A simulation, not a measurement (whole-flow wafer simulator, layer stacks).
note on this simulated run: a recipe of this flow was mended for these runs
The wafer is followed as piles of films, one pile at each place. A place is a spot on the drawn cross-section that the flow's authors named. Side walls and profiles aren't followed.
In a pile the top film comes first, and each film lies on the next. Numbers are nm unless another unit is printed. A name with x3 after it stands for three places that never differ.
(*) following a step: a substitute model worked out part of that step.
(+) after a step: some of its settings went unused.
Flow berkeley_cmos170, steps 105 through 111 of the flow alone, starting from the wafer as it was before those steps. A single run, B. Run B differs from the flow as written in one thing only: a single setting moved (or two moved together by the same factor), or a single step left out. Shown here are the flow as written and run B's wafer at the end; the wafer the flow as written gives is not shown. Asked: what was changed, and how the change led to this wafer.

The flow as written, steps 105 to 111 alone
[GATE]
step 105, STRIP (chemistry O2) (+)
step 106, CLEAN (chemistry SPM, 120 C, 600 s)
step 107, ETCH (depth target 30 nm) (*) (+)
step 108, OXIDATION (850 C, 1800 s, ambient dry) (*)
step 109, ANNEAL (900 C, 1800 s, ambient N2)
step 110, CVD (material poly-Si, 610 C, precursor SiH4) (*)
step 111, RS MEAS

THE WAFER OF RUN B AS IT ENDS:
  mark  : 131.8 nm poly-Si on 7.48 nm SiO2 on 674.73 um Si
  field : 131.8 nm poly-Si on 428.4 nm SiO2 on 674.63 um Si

What caused this: step 110, CVD: 587 C was run, while the flow as written has 610 C.

Step by step, how the change led to this:
  step 110, CVD (material poly-Si, 610 C, precursor SiH4) (*)
      field, mark, sd_n and 10 more: +131.8 poly-Si (new film) (it would be, as written: +213.7 poly-Si (new film))
